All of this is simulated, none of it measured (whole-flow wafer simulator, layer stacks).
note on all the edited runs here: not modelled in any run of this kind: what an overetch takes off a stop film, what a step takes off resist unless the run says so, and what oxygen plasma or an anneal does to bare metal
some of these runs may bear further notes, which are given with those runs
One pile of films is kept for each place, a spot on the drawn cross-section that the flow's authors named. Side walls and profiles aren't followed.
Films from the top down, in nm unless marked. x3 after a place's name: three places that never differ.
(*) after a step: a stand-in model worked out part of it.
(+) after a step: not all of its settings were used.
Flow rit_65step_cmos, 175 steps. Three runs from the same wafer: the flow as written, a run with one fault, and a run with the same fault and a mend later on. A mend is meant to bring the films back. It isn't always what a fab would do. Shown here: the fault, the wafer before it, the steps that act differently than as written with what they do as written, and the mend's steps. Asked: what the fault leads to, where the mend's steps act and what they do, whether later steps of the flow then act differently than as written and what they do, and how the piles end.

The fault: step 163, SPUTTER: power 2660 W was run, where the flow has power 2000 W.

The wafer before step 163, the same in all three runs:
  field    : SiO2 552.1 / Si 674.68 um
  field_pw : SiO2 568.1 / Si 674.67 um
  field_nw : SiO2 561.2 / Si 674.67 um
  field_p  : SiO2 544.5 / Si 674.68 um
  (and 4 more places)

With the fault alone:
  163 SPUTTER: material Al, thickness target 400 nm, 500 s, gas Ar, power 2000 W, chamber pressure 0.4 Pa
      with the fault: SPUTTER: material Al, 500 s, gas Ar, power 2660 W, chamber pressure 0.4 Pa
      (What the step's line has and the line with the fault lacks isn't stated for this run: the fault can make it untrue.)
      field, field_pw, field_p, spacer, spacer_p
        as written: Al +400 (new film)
        with the fault: Al +532 (new film)
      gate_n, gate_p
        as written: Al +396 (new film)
        with the fault: Al +511.8 (new film)
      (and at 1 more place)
  Later steps of the flow that act differently than as written (3 more steps differ only slightly, by at most 2% or 0.5 nm, whichever is larger, and aren't shown):
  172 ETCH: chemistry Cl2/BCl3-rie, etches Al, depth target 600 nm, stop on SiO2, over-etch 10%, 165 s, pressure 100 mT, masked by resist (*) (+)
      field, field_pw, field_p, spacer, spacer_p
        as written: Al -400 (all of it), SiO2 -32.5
        with the fault: Al -532 (all of it), SiO2 -16
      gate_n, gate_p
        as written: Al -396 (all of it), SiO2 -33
        with the fault: Al -511.8 (all of it), SiO2 -18.5
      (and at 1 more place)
  At the end the piles differ from the flow's by more than 2% or 0.5 nm, whichever is larger, at field, field_pw, field_nw, field_p, gate_n, gate_p, spacer, spacer_p.
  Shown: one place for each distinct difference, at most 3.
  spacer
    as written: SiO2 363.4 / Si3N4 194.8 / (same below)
    with the fault: SiO2 379.9 / Si3N4 194.8 / (same below)
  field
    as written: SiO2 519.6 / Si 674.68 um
    with the fault: SiO2 536.1 / Si 674.68 um
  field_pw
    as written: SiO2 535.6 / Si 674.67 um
    with the fault: SiO2 552.1 / Si 674.67 um

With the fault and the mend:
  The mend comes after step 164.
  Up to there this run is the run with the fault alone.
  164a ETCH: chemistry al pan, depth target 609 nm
      field, field_pw, field_nw, field_p, spacer, spacer_p
        Al -532 (all of it)
      gate_n, gate_p
        Al -511.8 (all of it)
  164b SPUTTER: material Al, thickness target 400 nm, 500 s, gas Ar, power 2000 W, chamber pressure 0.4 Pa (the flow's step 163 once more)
      field, field_pw, field_p, spacer, spacer_p
        Al +400 (new film)
      gate_n, gate_p
        Al +396 (new film)
      field_nw
        Al +397.2 (new film)
  No later step of the flow acts differently than as written at any place that is followed.
  At the end the piles are the same as the flow's at every place that both follow.
